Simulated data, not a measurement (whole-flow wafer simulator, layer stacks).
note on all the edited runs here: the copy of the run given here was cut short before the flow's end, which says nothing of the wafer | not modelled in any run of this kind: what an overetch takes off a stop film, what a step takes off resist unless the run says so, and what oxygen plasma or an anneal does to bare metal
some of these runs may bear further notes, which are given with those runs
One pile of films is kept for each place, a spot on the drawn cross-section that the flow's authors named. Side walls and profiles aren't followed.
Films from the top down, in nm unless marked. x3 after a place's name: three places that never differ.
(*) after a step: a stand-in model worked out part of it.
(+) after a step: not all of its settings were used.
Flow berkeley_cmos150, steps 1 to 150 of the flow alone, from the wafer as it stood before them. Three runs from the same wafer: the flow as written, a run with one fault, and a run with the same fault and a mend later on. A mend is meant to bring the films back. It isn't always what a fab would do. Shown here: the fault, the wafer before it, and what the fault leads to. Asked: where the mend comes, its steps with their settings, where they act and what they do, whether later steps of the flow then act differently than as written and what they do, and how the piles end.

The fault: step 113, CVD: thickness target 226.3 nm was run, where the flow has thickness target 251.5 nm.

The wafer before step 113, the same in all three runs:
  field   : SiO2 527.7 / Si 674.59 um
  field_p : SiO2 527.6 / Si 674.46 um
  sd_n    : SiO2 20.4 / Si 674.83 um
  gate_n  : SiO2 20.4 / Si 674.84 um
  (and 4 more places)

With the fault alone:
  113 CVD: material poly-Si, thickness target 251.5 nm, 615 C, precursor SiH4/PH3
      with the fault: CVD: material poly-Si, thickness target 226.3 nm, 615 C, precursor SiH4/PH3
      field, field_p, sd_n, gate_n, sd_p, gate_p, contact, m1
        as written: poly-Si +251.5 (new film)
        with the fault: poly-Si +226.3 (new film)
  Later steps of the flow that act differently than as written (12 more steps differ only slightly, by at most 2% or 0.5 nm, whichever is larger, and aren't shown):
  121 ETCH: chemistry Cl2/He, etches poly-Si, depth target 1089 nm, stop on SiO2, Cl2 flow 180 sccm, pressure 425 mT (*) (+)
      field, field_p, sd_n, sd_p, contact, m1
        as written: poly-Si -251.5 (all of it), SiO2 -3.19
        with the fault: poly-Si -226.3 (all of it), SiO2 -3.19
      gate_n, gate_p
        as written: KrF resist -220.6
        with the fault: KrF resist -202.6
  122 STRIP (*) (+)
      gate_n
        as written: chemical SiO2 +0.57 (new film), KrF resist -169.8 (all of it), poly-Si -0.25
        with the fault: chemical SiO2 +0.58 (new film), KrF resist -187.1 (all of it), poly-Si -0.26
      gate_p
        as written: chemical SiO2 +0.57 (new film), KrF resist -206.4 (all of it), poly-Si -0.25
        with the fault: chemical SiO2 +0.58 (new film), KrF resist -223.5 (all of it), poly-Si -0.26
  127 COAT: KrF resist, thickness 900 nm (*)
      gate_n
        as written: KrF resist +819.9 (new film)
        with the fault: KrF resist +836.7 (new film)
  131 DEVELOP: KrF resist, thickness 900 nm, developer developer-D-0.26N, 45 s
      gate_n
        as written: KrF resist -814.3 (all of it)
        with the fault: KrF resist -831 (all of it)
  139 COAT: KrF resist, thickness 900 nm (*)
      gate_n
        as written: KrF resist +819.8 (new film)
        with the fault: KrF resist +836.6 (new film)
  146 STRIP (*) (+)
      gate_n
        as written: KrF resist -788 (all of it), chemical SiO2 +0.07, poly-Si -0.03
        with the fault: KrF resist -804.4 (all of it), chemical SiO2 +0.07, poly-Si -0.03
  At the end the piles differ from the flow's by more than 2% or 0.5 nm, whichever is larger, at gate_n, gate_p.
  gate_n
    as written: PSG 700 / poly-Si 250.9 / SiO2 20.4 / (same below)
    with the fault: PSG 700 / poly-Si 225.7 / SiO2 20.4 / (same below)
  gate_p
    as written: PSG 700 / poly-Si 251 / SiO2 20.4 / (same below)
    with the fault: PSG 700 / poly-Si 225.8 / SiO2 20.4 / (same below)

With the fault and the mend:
  The mend comes after step 113.
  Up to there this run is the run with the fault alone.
  113a CVD: material poly-Si, thickness target 25.2 nm, 615 C, precursor SiH4/PH3 (*) (the flow's step 113 once more, with other settings)
      field, field_p, sd_n, gate_n, sd_p, gate_p, contact, m1
        poly-Si +25.2
  No later step of the flow acts differently than as written, at any place that is followed, by more than 2% or 0.5 nm, whichever is larger.
  At the end the piles are the same as the flow's at every place that both follow.
